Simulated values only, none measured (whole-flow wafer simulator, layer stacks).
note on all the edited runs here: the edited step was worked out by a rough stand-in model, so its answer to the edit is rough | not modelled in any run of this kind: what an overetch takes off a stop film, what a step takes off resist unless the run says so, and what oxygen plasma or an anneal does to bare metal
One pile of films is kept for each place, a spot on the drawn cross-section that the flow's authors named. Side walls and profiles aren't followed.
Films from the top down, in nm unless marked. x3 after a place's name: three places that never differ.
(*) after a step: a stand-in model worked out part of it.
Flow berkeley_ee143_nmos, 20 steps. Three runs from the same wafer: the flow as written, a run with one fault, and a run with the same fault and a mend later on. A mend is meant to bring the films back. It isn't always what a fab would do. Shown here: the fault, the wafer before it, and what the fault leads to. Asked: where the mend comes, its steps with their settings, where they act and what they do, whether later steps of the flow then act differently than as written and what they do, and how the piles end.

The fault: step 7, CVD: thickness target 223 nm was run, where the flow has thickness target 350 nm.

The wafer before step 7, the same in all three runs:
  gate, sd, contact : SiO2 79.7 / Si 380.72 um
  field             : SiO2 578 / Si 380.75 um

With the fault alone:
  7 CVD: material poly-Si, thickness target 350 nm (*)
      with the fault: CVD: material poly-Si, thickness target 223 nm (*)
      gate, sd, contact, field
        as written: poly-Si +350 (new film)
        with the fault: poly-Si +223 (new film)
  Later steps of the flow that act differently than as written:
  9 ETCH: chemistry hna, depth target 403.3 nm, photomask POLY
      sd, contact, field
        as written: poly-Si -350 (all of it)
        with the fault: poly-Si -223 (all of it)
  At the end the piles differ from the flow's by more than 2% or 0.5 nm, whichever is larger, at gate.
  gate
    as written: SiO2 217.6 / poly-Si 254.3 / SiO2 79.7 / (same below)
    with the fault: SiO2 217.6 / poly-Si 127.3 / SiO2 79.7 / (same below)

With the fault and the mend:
  The mend comes after step 7.
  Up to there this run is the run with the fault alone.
  7a CVD: material poly-Si, thickness target 127 nm (*) (the flow's step 7 once more, with other settings)
      gate, sd, contact, field
        poly-Si +127
  No later step of the flow acts differently than as written at any place that is followed.
  At the end the piles are the same as the flow's at every place that both follow.
